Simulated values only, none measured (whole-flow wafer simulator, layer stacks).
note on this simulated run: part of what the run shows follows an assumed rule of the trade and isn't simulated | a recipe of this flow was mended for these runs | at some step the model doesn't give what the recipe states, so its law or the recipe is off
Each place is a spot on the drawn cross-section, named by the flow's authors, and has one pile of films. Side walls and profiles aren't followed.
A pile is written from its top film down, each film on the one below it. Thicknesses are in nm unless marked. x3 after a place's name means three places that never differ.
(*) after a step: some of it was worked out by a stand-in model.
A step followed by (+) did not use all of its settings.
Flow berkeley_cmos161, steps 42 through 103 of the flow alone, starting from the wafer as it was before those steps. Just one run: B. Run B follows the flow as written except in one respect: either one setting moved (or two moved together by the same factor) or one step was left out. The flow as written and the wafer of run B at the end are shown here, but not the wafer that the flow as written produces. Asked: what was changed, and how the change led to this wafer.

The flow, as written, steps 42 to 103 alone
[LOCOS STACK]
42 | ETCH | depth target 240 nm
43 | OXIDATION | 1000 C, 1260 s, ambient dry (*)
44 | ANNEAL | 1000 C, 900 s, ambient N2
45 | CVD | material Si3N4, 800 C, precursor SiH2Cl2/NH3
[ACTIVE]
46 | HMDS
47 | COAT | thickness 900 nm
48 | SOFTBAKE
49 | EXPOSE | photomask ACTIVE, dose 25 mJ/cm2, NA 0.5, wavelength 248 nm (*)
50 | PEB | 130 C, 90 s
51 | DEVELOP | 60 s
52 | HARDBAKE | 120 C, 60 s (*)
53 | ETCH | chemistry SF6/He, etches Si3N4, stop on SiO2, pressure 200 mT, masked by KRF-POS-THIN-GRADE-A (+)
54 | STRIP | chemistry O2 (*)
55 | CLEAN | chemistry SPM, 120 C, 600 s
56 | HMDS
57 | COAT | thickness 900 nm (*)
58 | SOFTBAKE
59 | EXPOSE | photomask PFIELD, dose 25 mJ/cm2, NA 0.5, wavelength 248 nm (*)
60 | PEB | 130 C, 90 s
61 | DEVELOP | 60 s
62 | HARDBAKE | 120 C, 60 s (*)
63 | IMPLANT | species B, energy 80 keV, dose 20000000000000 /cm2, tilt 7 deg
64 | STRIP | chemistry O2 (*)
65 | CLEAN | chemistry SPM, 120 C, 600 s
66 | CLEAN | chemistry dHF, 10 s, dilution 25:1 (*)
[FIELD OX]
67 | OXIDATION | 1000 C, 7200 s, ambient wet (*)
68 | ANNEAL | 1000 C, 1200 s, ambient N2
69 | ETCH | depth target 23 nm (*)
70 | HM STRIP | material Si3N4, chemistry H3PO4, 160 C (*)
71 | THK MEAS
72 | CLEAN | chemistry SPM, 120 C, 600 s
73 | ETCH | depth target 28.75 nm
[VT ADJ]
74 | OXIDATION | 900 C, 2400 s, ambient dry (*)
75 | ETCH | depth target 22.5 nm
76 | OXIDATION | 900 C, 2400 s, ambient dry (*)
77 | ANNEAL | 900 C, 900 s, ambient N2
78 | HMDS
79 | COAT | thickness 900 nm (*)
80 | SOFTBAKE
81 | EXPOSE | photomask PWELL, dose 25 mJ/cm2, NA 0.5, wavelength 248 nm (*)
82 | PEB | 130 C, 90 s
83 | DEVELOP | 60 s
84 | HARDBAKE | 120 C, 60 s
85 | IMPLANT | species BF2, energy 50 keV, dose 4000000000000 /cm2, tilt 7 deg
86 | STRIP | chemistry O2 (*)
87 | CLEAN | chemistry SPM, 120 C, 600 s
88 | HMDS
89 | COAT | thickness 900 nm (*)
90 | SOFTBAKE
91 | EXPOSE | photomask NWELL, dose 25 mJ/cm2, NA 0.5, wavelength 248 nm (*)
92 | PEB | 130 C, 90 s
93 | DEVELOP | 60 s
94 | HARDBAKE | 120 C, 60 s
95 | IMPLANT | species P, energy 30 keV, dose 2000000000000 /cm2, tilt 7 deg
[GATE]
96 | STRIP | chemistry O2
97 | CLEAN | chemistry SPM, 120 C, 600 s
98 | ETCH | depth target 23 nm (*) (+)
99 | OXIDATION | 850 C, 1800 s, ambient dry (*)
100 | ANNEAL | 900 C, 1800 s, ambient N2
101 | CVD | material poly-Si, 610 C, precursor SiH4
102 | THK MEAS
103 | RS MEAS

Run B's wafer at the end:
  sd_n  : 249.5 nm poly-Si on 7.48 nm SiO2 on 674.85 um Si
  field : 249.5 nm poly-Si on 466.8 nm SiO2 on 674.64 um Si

The reason: step 45, CVD: 680 C was run, whereas the flow has 800 C.

How this came from the change, step by step:
  45 | CVD | material Si3N4, 800 C, precursor SiH2Cl2/NH3
      field, sd_n, spacer_n and 6 more: +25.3 Si3N4 (new film) (it would be, as written: +194.4 Si3N4 (new film))
  53 | ETCH | chemistry SF6/He, etches Si3N4, stop on SiO2, pressure 200 mT, masked by KRF-POS-THIN-GRADE-A (+)
      sd_n, spacer_n, gate_n, sd_p, spacer_p, gate_p, contact, m1: -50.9 KrF-resist (it would be, as written: -234.7 KrF-resist)
      field: -25.3 Si3N4 (all of it), -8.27 SiO2 (it would be, as written: -194.4 Si3N4 (all of it), -8.27 SiO2)
  54 | STRIP | chemistry O2 (*)
      sd_n, spacer_n, gate_n, sd_p, spacer_p, gate_p, contact, m1: -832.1 KrF-resist (all of it) (it would be, as written: -648.2 KrF-resist (all of it))
  57 | COAT | thickness 900 nm (*)
      field: +909.2 KrF-resist (new film) (it would be, as written: +955.6 KrF-resist (new film))
      sd_n: +882.7 KrF-resist (new film) (it would be, as written: +796.1 KrF-resist (new film))
      (also at 7 further places)
  61 | DEVELOP | 60 s
      field: -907 KrF-resist (all of it) (it would be, as written: -953.3 KrF-resist (all of it))
  64 | STRIP | chemistry O2 (*)
      sd_n: -865.6 KrF-resist (all of it) (it would be, as written: -779.3 KrF-resist (all of it))
      spacer_n: -870.2 KrF-resist (all of it) (it would be, as written: -809.2 KrF-resist (all of it))
      (also at 6 further places)
  67 | OXIDATION | 1000 C, 7200 s, ambient wet (*)
      sd_n, sd_p: +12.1 SiO2 (new film), -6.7 Si3N4, +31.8 SiO2, -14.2 Si (it would be, as written: +12.1 SiO2 (new film), -6.7 Si3N4, +0.25 SiO2, -0.15 Si)
  70 | HM STRIP | material Si3N4, chemistry H3PO4, 160 C (*)
      sd_n, spacer_n, gate_n, sd_p, spacer_p, gate_p, contact, m1: -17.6 Si3N4 (all of it), -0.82 SiO2 (it would be, as written: -186.8 Si3N4 (all of it), -8.69 SiO2)
      field: -1.37 SiO2 (it would be, as written: -14.5 SiO2)
  73 | ETCH | depth target 28.75 nm
      sd_n, sd_p: -28.8 SiO2 (it would be, as written: -18.1 SiO2 (all of it))
      spacer_n, gate_n, spacer_p, gate_p, m1: -25.7 SiO2 (all of it) (it would be, as written: -17.9 SiO2 (all of it))
      (also at 1 further place)
  74 | OXIDATION | 900 C, 2400 s, ambient dry (*)
      sd_n, sd_p: +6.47 SiO2, -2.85 Si (it would be, as written: +14.9 SiO2 (new film), -6.57 Si)
  75 | ETCH | depth target 22.5 nm
      sd_n, sd_p: -22.5 SiO2 (it would be, as written: -14.9 SiO2 (all of it))
  76 | OXIDATION | 900 C, 2400 s, ambient dry (*)
      sd_n, sd_p: +9.83 SiO2, -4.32 Si (it would be, as written: +14.9 SiO2 (new film), -6.57 Si)
  98 | ETCH | depth target 23 nm (*) (+)
      sd_n, sd_p: -22.6 SiO2 (all of it) (it would be, as written: -14.9 SiO2 (all of it))
